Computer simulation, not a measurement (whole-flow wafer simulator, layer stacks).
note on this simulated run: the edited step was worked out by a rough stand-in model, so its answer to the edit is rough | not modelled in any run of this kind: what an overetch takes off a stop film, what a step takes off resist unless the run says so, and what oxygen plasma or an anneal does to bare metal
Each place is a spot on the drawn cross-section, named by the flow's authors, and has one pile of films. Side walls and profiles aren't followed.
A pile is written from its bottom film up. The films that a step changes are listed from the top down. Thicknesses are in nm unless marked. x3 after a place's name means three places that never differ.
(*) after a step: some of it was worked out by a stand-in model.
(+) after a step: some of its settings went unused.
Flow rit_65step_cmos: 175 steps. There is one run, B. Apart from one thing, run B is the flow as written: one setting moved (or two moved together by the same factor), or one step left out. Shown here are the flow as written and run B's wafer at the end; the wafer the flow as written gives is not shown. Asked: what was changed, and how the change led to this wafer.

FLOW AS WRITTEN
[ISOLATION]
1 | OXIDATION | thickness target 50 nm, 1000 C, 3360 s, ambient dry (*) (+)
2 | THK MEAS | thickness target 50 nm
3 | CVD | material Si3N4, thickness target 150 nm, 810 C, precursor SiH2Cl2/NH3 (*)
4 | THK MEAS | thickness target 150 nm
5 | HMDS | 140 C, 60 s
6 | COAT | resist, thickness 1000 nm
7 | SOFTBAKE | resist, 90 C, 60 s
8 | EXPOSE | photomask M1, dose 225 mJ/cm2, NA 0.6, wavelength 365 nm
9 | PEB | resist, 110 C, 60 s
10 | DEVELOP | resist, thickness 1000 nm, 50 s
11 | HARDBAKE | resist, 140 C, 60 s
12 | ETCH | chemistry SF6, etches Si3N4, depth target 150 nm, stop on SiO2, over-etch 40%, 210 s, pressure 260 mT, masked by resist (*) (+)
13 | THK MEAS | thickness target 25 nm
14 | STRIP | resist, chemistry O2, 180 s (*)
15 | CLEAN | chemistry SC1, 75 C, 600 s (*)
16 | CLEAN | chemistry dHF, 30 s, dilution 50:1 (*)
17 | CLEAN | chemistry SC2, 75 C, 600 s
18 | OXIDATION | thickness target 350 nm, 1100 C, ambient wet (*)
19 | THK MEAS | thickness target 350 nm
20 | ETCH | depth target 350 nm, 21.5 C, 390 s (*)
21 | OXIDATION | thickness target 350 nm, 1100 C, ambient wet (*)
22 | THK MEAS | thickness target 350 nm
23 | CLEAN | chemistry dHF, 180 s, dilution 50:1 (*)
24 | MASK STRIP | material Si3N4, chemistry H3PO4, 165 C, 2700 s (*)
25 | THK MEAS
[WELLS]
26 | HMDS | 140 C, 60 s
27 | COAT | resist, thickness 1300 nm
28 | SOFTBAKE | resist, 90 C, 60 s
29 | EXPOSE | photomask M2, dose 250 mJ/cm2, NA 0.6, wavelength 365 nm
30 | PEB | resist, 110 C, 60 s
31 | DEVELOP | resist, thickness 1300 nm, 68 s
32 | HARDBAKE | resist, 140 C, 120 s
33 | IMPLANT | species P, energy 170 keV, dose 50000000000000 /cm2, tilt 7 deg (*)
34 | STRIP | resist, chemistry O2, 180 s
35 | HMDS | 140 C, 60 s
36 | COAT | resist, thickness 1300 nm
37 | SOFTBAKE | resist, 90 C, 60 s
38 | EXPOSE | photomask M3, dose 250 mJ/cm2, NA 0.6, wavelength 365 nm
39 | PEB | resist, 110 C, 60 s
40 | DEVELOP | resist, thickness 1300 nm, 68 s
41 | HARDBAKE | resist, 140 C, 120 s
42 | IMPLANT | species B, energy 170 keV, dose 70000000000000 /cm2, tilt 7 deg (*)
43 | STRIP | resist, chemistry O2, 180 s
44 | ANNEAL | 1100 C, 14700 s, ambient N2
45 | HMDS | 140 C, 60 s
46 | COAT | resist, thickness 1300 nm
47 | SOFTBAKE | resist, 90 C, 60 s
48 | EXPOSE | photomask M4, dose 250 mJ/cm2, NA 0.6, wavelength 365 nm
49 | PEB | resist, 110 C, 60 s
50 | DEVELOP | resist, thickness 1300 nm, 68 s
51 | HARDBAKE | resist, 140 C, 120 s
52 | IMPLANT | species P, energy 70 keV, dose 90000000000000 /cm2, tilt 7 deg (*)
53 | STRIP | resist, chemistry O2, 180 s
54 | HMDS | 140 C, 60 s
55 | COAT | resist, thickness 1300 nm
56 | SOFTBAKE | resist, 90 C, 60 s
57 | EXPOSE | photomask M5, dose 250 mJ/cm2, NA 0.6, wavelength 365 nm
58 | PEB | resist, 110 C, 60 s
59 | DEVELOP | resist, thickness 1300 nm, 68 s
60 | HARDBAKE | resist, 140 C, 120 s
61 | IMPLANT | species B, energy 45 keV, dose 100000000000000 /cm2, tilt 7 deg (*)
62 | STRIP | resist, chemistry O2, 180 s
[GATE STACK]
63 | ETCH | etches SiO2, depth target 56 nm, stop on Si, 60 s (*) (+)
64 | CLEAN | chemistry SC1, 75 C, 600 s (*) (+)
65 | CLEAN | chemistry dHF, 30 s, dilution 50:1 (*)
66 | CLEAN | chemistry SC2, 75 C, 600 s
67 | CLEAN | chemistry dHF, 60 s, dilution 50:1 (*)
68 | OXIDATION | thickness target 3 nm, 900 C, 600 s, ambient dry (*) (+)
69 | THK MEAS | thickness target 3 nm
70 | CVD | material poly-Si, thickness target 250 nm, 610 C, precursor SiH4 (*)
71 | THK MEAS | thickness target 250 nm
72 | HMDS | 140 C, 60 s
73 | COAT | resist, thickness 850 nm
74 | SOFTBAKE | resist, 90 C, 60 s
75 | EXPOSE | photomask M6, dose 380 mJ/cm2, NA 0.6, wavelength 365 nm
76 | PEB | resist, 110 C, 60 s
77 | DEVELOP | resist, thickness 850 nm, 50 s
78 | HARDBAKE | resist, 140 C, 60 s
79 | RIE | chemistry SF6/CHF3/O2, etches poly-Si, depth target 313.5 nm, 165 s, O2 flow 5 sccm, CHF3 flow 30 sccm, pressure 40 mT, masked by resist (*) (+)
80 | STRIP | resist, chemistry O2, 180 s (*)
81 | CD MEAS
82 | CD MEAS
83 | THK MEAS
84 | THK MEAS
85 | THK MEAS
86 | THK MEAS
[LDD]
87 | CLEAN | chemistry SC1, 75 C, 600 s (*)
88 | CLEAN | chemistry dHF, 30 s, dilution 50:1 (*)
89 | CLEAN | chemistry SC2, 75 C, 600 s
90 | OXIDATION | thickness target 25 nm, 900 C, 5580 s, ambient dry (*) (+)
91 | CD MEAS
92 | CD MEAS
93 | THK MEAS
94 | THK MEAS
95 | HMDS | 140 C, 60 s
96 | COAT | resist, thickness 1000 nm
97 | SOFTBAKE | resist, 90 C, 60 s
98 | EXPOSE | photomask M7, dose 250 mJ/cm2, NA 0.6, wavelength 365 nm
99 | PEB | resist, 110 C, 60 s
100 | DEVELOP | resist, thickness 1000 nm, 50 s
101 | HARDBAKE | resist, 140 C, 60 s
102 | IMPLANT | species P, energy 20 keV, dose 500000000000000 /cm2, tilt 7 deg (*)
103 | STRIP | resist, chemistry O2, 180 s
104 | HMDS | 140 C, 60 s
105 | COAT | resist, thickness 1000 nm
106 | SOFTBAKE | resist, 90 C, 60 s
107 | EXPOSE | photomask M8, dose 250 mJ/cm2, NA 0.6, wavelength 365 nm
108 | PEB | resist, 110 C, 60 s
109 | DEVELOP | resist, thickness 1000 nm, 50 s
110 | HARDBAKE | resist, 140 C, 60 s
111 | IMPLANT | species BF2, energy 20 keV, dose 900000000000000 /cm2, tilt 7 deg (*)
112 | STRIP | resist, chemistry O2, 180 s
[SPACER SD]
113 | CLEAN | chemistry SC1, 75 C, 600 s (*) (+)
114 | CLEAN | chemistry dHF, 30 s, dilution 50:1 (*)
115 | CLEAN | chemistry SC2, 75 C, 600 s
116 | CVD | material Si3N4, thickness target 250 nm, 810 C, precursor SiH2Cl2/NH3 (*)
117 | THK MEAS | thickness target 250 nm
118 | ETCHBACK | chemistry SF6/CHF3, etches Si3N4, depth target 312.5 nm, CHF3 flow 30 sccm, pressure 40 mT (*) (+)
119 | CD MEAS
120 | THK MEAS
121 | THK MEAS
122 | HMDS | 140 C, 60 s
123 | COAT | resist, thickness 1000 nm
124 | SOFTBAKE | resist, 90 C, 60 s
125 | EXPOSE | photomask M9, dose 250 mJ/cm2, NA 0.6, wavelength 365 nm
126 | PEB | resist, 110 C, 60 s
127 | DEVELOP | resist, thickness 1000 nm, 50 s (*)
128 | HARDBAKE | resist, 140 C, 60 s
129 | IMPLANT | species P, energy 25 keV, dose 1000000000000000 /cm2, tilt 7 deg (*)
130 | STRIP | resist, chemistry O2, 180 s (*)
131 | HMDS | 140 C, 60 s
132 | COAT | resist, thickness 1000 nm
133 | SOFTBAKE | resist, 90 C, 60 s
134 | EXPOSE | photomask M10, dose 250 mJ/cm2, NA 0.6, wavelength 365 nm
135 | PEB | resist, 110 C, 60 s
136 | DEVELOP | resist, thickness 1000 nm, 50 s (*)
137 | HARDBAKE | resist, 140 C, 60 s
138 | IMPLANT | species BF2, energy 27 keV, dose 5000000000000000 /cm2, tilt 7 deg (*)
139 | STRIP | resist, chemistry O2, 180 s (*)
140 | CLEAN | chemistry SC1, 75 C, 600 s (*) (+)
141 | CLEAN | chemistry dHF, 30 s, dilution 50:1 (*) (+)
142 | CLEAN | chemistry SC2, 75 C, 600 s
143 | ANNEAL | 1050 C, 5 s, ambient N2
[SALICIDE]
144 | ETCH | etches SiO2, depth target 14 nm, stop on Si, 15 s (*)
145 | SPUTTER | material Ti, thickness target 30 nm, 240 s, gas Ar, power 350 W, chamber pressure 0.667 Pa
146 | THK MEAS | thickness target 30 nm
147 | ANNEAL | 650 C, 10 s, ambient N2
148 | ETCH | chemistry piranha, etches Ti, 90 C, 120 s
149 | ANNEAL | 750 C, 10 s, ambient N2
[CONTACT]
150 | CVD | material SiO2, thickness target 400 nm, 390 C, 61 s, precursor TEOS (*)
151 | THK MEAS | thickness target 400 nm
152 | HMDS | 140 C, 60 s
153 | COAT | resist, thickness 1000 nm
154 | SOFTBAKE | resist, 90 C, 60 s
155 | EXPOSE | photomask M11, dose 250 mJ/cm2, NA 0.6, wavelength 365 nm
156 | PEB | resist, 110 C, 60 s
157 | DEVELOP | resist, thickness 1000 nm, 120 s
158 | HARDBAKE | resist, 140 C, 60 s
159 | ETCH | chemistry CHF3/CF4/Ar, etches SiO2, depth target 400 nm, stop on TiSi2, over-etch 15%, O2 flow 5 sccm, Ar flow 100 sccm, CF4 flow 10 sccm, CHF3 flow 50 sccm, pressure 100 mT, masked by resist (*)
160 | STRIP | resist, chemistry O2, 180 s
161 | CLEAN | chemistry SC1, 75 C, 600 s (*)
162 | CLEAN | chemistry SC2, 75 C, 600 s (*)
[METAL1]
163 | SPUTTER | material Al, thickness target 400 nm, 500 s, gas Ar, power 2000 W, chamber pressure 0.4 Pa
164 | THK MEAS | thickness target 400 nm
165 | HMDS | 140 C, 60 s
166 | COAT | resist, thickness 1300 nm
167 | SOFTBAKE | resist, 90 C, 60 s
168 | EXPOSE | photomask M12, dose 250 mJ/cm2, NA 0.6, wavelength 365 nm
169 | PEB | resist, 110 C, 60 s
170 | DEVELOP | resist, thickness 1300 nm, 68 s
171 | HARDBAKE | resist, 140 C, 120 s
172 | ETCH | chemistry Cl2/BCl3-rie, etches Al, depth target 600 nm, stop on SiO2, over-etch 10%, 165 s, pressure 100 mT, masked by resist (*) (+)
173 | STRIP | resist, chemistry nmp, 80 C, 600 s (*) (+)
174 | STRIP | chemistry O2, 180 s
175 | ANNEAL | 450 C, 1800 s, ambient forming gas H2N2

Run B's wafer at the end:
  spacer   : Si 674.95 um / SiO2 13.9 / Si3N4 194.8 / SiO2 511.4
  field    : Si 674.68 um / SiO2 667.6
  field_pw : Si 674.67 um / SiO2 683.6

Cause: step 150, CVD: thickness target 548 nm was run, though the flow has thickness target 400 nm; step 150, CVD: 84 s was run, where the flow has 61 s.

How this came from the change, step by step:
  150 | CVD | material SiO2, thickness target 400 nm, 390 C, 61 s, precursor TEOS (*)
      field, field_pw, field_nw, field_p: SiO2 gains 548 (as written it would have been: SiO2 gains 400)
      spacer, spacer_p: SiO2 gains 548 (new film) (as written it would have been: SiO2 gains 400 (new film))
      (also at 2 further places)
